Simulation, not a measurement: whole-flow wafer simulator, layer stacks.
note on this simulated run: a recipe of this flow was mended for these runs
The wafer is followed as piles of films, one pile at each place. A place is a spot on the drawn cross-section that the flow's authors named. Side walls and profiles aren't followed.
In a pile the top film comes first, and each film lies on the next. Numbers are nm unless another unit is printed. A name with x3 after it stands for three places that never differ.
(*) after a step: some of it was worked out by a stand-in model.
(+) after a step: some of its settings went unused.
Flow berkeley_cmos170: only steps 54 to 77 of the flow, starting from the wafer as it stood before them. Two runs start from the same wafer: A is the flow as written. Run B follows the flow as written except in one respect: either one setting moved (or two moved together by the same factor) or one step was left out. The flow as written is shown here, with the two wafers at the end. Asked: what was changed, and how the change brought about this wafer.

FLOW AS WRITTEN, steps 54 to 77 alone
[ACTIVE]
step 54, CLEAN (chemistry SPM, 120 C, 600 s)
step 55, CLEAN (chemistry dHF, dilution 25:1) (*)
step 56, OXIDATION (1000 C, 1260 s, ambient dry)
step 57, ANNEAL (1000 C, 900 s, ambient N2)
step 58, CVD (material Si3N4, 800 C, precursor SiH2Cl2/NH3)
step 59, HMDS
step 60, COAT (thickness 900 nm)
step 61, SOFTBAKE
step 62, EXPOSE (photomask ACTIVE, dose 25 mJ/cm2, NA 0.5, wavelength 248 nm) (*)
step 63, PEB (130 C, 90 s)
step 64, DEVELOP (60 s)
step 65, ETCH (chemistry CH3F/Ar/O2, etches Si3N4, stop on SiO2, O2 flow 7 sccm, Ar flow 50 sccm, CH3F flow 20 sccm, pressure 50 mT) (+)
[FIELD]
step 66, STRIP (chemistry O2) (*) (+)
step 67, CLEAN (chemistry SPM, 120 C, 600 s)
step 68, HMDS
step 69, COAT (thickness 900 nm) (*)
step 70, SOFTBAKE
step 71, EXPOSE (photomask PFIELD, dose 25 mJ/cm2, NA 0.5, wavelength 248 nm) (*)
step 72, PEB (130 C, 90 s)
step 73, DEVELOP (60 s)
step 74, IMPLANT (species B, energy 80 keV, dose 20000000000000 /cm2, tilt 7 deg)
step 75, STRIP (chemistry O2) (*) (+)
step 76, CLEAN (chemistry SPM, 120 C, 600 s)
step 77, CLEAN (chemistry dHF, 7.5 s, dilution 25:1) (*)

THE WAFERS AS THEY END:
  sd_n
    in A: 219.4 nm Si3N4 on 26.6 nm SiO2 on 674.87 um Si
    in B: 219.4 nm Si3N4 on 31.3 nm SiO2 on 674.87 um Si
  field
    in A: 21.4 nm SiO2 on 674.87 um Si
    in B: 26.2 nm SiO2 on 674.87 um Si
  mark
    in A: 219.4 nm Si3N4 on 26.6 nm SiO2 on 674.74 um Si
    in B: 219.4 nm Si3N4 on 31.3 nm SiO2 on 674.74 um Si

What caused this: step 56, OXIDATION: 1019 C was run, while the flow as written has 1000 C.

The path from the change to this, step by step:
  step 56, OXIDATION (1000 C, 1260 s, ambient dry)
      field, mark, sd_n and 10 more: A +26.6 SiO2 (new film), -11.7 Si | B +31.3 SiO2 (new film), -13.8 Si
